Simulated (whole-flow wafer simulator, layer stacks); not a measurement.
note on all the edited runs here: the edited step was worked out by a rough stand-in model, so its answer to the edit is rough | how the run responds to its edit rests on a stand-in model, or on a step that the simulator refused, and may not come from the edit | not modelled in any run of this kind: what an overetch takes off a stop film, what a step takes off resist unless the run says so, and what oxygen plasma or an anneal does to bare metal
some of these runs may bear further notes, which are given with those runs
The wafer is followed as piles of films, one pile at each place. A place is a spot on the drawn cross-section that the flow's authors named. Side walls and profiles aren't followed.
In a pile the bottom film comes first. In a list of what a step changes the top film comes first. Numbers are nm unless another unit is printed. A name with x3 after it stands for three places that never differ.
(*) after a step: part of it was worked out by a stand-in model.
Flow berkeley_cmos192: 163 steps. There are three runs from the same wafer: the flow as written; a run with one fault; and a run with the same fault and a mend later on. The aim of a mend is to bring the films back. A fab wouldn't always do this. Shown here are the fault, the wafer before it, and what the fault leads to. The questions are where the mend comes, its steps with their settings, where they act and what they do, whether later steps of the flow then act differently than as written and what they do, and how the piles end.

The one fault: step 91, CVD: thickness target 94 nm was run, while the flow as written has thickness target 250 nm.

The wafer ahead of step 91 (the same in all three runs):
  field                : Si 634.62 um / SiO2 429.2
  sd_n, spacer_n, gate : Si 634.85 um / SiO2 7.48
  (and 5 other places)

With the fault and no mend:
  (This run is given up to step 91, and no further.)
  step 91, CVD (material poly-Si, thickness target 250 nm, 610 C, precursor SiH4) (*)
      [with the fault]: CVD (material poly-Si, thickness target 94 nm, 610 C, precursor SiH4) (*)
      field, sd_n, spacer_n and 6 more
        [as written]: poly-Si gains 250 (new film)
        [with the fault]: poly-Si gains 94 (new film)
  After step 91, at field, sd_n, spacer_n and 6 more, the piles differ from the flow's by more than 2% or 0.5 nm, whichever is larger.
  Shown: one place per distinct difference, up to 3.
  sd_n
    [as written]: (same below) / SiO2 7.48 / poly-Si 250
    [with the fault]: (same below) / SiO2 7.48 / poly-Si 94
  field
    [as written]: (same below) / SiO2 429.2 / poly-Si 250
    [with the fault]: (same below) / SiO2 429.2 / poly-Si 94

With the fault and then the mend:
  The mend follows step 91.
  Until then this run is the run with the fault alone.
  step 91a, ETCH (chemistry tmah, depth target 108.1 nm)
      field, sd_n, spacer_n and 6 more
        poly-Si loses 94 (all of it)
  step 91b, CLEAN (chemistry SPM) (the flow's step 87 again)
      alters no film at any place that is followed
  step 91c, CVD (material poly-Si, thickness target 250 nm, 610 C, precursor SiH4) (*) (the flow's step 91 again)
      field, sd_n, spacer_n and 6 more
        poly-Si gains 250 (new film)
  Later steps of the flow that are run all act as written at every place that is followed.
  At every place that both follow, the piles at the end match the flow's.
